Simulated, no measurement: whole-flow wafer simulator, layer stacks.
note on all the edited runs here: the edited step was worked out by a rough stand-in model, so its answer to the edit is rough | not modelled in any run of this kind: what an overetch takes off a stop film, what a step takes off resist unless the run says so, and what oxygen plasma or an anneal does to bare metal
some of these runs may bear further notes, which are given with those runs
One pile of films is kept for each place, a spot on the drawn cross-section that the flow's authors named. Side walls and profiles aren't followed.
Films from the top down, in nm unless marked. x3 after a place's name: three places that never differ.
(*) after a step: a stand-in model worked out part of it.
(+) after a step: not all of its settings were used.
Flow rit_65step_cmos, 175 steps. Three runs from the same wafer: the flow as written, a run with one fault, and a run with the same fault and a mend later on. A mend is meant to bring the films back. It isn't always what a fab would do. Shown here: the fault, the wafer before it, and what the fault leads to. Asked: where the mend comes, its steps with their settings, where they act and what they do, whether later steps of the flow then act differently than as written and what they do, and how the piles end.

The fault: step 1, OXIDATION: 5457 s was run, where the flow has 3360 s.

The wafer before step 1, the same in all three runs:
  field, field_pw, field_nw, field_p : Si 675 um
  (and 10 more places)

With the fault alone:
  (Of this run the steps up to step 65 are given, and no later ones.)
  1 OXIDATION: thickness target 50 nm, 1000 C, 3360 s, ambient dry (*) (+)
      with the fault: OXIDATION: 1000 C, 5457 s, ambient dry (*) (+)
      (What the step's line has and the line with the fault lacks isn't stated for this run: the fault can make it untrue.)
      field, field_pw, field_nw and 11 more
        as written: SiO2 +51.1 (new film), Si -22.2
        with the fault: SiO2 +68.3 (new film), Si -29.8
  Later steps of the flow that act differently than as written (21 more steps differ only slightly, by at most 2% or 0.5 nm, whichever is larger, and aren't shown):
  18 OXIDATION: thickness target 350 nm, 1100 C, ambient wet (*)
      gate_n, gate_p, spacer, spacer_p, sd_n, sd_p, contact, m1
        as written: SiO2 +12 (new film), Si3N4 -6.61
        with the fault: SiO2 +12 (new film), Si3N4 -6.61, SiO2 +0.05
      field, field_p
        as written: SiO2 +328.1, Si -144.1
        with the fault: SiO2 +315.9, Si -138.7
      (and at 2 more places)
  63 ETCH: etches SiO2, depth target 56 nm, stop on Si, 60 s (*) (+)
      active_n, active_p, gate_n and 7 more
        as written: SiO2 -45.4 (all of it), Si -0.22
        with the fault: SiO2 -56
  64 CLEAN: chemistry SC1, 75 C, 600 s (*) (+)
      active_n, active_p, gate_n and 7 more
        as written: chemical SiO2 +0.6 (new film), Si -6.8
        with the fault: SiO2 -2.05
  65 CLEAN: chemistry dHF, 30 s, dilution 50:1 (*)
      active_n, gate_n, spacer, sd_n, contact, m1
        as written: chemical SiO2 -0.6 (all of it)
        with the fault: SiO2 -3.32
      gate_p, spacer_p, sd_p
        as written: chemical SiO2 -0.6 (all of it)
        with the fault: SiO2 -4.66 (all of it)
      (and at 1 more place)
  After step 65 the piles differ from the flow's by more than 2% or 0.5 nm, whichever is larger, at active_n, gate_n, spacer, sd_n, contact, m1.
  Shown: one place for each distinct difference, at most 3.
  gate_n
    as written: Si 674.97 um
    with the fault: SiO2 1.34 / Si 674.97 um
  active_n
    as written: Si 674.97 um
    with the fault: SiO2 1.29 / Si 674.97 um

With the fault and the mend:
  The mend comes after step 2.
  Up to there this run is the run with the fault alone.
  2a ETCH: depth target 17.26 nm, 21.5 C, 19.23 s
      field, field_pw, field_nw and 11 more
        SiO2 -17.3
  No later step of the flow acts differently than as written, at any place that is followed, by more than 2% or 0.5 nm, whichever is larger.
  At the end the piles differ from the flow's only slightly at the places that both follow, by at most 2% or 0.5 nm, whichever is larger.
